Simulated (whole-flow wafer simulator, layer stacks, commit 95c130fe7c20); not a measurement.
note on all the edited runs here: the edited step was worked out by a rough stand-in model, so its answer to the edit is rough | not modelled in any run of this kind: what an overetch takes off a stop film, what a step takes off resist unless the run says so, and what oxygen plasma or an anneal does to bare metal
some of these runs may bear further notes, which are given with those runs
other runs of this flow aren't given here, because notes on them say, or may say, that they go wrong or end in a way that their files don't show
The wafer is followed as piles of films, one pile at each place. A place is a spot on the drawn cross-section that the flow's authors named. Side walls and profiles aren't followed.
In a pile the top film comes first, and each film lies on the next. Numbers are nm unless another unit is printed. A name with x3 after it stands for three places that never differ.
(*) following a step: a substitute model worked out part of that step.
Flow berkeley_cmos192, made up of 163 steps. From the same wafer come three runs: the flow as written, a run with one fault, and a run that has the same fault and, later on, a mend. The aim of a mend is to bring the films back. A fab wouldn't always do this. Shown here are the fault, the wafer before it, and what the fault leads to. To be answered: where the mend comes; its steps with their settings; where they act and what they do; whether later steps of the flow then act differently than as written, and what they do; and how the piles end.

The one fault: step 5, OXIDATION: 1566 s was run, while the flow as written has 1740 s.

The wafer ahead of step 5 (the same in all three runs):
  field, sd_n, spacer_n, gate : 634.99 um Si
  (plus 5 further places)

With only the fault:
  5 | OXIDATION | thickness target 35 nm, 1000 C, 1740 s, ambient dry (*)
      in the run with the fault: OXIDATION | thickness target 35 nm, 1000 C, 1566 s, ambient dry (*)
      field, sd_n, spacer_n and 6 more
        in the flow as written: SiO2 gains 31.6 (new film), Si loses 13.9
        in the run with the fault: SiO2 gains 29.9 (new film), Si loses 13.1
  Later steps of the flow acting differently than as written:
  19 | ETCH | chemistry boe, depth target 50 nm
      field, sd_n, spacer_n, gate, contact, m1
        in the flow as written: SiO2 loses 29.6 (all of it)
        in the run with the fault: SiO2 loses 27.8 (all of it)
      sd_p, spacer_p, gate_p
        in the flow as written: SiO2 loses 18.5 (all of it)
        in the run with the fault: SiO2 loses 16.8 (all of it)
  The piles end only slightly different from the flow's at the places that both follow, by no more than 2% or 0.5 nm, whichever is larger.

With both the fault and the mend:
  The mend stands after step 5.
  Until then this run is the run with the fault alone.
  5a | OXIDATION | thickness target 35 nm, 1000 C, 174 s, ambient dry (*) (the flow's step 5, run once more with other settings)
      field, sd_n, spacer_n and 6 more
        SiO2 gains 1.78, Si loses 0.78
  None of the later steps of the flow acts differently than as written at any place that is followed.
  By the end, the piles equal the flow's at every place that both follow.
